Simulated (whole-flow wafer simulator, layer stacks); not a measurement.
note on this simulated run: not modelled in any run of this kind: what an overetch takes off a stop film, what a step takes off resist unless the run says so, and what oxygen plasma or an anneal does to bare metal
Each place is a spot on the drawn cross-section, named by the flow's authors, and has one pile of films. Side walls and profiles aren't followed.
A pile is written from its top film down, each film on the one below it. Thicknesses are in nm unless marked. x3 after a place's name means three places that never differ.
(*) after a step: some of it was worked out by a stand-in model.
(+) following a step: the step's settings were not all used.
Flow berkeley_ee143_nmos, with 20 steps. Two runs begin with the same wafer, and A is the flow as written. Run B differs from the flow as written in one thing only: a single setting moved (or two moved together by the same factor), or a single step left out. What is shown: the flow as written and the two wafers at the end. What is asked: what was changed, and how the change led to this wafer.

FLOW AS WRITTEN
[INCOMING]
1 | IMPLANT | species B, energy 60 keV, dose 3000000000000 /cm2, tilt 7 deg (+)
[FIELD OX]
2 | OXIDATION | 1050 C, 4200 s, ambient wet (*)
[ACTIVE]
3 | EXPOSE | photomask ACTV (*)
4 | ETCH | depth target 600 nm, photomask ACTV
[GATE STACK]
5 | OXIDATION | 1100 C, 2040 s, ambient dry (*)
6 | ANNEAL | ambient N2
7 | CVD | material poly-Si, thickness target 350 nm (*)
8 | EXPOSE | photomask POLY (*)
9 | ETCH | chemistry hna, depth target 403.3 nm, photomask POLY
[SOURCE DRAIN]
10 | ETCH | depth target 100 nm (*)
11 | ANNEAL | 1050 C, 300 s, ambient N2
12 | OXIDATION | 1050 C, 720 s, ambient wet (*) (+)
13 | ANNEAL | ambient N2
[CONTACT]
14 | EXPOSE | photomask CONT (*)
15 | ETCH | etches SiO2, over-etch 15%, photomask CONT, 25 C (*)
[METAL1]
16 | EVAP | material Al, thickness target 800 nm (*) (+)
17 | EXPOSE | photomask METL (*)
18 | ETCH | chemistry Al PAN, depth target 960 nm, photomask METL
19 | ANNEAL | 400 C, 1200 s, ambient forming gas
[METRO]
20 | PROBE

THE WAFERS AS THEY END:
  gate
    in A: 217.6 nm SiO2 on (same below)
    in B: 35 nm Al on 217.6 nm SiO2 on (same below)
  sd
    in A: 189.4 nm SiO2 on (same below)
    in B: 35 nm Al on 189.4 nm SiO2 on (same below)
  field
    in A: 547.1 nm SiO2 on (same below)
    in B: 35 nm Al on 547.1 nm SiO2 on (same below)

What caused this: step 18, ETCH: depth target 765 nm was run, while the flow as written has depth target 960 nm.

The path from the change to this, step by step:
  18 | ETCH | chemistry Al PAN, depth target 960 nm, photomask METL
      gate, sd, field: A Al loses 800 (all of it) | B Al loses 765
With metal films that touch counted as one body, gate has 1 body; the flow as written gives 0 bodies.
With metal films that touch counted as one body, sd has 1 body; the flow as written gives 0 bodies.
With metal films that touch counted as one body, field has 1 body; the flow as written gives 0 bodies.
